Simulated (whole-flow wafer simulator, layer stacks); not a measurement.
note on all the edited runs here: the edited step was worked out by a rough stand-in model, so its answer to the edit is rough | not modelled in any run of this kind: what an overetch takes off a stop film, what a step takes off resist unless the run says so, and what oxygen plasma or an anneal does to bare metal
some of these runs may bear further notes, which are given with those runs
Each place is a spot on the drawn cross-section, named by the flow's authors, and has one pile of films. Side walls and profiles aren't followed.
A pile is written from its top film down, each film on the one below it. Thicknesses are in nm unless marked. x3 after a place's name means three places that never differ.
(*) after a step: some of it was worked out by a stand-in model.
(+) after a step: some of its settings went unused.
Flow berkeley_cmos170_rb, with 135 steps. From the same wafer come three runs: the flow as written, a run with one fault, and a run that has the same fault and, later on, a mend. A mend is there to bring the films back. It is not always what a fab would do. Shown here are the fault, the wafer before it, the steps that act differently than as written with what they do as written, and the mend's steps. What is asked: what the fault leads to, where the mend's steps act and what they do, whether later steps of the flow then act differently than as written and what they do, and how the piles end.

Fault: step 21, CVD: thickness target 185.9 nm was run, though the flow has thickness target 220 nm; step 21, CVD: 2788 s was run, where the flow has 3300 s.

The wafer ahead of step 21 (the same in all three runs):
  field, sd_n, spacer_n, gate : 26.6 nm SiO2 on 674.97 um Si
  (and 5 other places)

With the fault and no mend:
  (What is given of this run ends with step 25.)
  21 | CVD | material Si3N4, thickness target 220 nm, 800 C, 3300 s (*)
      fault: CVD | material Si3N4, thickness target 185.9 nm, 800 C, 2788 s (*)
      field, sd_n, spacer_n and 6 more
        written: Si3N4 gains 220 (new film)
        fault: Si3N4 gains 185.9 (new film)
  Every later step of the flow up to step 25 that is run acts as written at every place that is followed.
  After step 25, at field, sd_n, spacer_n and 6 more, the piles differ from the flow's by more than 2% or 0.5 nm, whichever is larger.
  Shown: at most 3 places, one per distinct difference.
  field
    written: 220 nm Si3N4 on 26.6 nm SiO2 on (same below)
    fault: 185.9 nm Si3N4 on 26.6 nm SiO2 on (same below)
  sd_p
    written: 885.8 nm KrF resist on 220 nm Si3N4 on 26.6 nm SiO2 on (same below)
    fault: 885.8 nm KrF resist on 185.9 nm Si3N4 on 26.6 nm SiO2 on (same below)

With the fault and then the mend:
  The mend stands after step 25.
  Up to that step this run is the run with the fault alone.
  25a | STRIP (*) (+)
      sd_p, spacer_p, gate_p, m1
        KrF resist loses 885.8 (all of it)
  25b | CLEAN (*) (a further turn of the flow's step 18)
      does not change any film at any place that is followed
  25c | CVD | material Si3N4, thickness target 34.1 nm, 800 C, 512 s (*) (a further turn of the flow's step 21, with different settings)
      field, sd_n, spacer_n and 6 more
        Si3N4 gains 34.1
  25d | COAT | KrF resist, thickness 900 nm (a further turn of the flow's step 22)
      field, sd_n, spacer_n and 6 more
        KrF resist gains 900 (new film)
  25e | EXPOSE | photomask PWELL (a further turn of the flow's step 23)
      does not change any film at any place that is followed
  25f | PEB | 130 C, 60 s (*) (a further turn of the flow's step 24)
      does not change any film at any place that is followed
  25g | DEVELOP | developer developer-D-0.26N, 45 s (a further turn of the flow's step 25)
      field, sd_n, spacer_n, gate, contact
        KrF resist loses 900 (all of it)
      sd_p, spacer_p, gate_p, m1
        KrF resist loses 14.2
  Every later step of the flow that is run acts as written at every place that is followed.
  The piles end the same as the flow's at every place that both follow.
